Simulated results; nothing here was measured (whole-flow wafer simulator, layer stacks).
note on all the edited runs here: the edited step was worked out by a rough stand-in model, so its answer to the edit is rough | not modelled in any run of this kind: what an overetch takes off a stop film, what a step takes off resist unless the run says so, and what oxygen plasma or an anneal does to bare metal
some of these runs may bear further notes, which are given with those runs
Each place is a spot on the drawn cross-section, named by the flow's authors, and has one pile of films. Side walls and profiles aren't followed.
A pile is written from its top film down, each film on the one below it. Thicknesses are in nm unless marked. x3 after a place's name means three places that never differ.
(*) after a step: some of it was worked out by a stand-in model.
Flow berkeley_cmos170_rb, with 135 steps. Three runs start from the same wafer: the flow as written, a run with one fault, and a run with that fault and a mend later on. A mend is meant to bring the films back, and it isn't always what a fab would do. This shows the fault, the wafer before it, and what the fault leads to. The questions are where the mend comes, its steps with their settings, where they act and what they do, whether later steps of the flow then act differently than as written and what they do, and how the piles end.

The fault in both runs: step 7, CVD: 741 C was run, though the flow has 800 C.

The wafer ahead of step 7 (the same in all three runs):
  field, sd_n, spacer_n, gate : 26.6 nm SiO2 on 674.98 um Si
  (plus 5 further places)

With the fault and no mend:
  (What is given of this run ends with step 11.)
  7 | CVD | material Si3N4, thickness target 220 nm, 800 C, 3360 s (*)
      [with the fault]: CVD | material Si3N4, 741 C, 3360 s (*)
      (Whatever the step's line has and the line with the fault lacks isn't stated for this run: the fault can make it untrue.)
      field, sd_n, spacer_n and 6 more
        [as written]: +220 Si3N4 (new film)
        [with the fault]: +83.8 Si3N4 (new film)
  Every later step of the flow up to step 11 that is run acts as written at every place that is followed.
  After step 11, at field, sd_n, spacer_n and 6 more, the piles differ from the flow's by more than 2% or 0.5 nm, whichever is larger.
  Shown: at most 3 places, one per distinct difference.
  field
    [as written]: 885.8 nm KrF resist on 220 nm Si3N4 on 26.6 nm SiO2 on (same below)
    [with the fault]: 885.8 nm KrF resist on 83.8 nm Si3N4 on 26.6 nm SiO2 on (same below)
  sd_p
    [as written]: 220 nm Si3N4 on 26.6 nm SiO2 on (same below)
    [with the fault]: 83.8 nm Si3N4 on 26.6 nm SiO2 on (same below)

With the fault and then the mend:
  After step 7 comes the mend.
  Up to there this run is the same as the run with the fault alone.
  7a | ETCH | chemistry h3po4, depth target 95.98 nm
      field, sd_n, spacer_n and 6 more
        -83.8 Si3N4 (all of it)
  7b | CLEAN (*) (the flow's step 1 again)
      alters no film at any place that is followed
  7c | CVD | material Si3N4, thickness target 220 nm, 800 C, 3360 s (*) (the flow's step 7 again)
      field, sd_n, spacer_n and 6 more
        +220 Si3N4 (new film)
  Every later step of the flow that is run acts as written at every place that is followed.
  By the end, the piles equal the flow's at every place that both follow.
